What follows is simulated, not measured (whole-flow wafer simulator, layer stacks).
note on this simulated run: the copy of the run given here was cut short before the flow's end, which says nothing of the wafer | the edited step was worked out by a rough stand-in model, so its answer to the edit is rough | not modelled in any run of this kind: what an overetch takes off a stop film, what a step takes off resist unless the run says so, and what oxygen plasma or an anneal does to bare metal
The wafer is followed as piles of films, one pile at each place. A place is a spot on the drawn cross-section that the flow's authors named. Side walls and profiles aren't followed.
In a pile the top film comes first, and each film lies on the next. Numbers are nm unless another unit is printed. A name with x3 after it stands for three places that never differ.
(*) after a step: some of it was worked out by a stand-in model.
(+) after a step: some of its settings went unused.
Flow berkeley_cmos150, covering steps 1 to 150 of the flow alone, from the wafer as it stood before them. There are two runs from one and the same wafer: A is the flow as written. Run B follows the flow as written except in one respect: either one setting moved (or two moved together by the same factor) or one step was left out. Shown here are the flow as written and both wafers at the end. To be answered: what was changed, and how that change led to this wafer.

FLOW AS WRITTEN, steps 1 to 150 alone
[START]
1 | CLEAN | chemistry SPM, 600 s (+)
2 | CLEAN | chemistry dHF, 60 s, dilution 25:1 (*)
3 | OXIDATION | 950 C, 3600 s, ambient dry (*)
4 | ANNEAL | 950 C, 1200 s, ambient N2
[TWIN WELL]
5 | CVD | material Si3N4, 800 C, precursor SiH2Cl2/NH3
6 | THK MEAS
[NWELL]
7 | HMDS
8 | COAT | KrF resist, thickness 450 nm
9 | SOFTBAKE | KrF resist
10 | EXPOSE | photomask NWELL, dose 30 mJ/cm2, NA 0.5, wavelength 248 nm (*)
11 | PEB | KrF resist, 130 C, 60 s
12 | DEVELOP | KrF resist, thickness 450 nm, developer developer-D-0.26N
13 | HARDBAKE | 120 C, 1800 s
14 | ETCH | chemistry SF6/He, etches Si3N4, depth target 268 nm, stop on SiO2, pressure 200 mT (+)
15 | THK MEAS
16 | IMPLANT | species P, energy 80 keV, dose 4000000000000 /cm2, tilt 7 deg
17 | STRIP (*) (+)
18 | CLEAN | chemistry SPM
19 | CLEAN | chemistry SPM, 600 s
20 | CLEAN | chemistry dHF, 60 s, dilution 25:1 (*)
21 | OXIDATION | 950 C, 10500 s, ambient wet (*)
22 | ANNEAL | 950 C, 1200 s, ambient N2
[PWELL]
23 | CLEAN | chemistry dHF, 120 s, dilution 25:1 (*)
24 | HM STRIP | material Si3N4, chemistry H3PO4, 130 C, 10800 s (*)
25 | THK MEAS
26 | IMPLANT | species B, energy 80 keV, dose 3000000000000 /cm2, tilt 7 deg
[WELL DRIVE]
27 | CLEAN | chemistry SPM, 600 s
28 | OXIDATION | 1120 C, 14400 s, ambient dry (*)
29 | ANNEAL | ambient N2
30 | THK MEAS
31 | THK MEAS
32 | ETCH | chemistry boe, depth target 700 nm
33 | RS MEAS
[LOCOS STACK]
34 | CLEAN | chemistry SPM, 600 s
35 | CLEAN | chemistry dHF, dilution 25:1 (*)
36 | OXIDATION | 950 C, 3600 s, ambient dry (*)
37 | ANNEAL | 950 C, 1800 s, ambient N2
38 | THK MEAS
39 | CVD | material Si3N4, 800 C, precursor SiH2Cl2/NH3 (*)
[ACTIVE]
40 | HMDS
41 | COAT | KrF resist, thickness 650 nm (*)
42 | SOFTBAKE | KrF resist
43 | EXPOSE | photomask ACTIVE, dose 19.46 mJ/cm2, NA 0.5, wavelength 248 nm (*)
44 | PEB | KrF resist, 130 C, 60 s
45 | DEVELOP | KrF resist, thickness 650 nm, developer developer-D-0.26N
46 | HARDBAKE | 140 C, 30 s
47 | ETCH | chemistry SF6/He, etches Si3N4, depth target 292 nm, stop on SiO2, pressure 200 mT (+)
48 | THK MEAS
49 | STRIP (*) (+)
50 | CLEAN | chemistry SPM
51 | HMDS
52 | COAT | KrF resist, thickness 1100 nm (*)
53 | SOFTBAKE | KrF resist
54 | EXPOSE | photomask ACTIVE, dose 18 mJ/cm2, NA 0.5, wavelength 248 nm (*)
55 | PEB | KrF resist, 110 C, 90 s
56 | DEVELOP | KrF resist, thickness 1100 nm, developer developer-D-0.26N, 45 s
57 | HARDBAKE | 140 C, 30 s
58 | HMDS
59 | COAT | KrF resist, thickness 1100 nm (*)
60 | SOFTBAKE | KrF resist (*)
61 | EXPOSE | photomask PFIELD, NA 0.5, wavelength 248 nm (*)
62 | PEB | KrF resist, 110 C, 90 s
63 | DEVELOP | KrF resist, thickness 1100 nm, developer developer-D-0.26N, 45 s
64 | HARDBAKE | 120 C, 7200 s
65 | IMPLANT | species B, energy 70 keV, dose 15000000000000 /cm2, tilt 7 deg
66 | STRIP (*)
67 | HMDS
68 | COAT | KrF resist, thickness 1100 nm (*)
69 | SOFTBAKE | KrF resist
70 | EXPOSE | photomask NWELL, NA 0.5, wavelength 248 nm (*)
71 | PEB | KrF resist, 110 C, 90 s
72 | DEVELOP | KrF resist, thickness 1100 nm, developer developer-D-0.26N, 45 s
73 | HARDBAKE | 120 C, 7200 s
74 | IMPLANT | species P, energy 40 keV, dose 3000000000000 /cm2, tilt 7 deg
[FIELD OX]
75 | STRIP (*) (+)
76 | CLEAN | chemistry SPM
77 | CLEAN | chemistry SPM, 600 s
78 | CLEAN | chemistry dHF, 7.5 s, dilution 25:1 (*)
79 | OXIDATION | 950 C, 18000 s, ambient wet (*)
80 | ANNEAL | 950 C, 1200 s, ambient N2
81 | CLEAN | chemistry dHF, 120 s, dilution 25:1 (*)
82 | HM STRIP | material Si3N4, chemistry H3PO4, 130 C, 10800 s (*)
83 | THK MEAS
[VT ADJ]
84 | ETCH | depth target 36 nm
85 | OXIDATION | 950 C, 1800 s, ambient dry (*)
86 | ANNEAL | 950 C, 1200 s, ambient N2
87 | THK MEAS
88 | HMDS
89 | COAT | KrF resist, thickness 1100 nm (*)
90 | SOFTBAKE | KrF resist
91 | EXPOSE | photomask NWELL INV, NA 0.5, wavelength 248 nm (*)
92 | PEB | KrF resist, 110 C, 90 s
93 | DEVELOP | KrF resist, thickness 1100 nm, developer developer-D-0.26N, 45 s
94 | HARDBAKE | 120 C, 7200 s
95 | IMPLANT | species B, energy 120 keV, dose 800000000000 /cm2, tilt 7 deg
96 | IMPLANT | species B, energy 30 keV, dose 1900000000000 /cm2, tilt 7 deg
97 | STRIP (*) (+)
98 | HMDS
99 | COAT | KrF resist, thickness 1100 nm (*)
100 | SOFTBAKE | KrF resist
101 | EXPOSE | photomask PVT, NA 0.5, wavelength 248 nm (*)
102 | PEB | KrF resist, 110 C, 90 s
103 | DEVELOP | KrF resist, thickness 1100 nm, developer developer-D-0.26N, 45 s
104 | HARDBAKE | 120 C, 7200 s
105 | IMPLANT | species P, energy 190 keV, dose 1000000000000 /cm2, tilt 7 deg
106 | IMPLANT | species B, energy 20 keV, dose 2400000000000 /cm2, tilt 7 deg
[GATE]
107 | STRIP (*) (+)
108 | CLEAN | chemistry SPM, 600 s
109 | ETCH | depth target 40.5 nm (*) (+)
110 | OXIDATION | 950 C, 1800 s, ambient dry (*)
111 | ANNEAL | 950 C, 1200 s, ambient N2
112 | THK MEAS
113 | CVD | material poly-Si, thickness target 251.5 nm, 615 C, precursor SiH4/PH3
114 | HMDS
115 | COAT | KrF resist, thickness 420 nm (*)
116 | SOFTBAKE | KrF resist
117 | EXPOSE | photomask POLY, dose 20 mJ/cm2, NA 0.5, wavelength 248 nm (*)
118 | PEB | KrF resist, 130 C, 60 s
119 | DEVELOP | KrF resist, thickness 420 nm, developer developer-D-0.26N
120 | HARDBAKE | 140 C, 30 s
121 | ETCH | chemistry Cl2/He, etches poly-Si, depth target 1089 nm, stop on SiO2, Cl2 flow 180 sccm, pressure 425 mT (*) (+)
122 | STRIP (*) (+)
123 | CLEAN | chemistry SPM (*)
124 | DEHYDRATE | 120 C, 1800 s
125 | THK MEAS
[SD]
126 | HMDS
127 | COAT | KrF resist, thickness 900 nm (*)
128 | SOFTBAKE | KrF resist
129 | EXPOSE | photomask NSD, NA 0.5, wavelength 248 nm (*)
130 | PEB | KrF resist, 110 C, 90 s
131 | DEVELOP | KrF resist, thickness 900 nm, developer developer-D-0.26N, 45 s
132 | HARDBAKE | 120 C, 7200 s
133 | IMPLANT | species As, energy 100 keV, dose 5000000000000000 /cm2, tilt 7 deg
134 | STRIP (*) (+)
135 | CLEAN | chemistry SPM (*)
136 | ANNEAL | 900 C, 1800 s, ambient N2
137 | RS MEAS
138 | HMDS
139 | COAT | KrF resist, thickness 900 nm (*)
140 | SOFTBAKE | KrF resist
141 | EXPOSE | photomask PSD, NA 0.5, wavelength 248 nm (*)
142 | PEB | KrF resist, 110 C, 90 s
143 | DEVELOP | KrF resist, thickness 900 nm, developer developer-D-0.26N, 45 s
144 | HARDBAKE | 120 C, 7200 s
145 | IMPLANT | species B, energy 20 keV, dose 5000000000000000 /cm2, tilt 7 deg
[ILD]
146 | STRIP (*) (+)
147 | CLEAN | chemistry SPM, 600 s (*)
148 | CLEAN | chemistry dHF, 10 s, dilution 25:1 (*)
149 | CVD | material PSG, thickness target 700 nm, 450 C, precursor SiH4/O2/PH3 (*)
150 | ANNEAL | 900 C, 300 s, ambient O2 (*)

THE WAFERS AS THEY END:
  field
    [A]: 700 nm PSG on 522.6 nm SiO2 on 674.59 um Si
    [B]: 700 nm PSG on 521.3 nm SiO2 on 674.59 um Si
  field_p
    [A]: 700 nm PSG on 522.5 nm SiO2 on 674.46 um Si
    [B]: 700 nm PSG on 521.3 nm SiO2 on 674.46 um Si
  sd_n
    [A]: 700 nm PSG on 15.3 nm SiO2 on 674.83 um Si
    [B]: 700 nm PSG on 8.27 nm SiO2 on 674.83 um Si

The reason: step 110, OXIDATION: 900 s was run, while the flow as written has 1800 s.

Step by step, how the change led to this:
  110 | OXIDATION | 950 C, 1800 s, ambient dry (*)
      sd_n, gate_n, sd_p, gate_p, contact, m1: A SiO2 gains 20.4 (new film), Si loses 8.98 | B SiO2 gains 13.4 (new film), Si loses 5.88
      field, field_p: A SiO2 gains 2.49, Si loses 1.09 | B SiO2 gains 1.25, Si loses 0.55
